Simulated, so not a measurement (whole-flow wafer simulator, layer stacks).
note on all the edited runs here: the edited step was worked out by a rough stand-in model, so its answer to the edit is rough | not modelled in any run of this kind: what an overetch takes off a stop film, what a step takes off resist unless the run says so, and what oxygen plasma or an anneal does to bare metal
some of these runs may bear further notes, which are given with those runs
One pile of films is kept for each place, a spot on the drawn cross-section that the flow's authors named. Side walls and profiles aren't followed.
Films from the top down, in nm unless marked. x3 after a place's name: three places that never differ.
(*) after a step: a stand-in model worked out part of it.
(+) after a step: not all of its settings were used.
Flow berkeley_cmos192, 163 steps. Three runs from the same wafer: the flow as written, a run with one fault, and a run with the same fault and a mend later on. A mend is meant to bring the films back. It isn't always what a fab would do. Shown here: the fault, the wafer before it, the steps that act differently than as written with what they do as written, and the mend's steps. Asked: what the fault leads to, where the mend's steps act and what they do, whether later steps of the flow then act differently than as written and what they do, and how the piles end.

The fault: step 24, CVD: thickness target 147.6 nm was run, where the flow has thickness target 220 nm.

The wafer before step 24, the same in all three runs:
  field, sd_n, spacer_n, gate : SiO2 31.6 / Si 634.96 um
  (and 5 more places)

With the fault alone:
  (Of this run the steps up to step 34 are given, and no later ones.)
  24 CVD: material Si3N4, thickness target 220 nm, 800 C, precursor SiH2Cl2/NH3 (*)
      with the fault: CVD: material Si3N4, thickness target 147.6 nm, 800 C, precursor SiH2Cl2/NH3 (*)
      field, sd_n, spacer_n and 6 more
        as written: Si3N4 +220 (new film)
        with the fault: Si3N4 +147.6 (new film)
  Later steps of the flow that act differently than as written:
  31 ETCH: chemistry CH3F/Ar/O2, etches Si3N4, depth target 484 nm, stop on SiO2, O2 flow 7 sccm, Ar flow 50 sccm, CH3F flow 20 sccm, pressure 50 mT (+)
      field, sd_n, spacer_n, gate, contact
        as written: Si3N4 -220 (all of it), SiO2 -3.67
        with the fault: Si3N4 -147.6 (all of it), SiO2 -3.67
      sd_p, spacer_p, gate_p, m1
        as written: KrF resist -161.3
        with the fault: KrF resist -113.1
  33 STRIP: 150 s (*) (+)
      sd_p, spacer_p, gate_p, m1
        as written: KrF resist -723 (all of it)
        with the fault: KrF resist -771.3 (all of it)
  After step 34 the piles differ from the flow's by more than 2% or 0.5 nm, whichever is larger, at sd_p, spacer_p, gate_p, m1.
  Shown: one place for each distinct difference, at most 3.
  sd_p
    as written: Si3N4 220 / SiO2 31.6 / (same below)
    with the fault: Si3N4 147.6 / SiO2 31.6 / (same below)

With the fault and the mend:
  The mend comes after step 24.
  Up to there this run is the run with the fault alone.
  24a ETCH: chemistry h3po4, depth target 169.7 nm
      field, sd_n, spacer_n and 6 more
        Si3N4 -147.6 (all of it)
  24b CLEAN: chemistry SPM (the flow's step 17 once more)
      changes no film at any place that is followed
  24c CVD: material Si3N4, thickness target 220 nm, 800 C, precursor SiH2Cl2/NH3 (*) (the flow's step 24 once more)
      field, sd_n, spacer_n and 6 more
        Si3N4 +220 (new film)
  No later step of the flow acts differently than as written at any place that is followed.
  At the end the piles are the same as the flow's at every place that both follow.
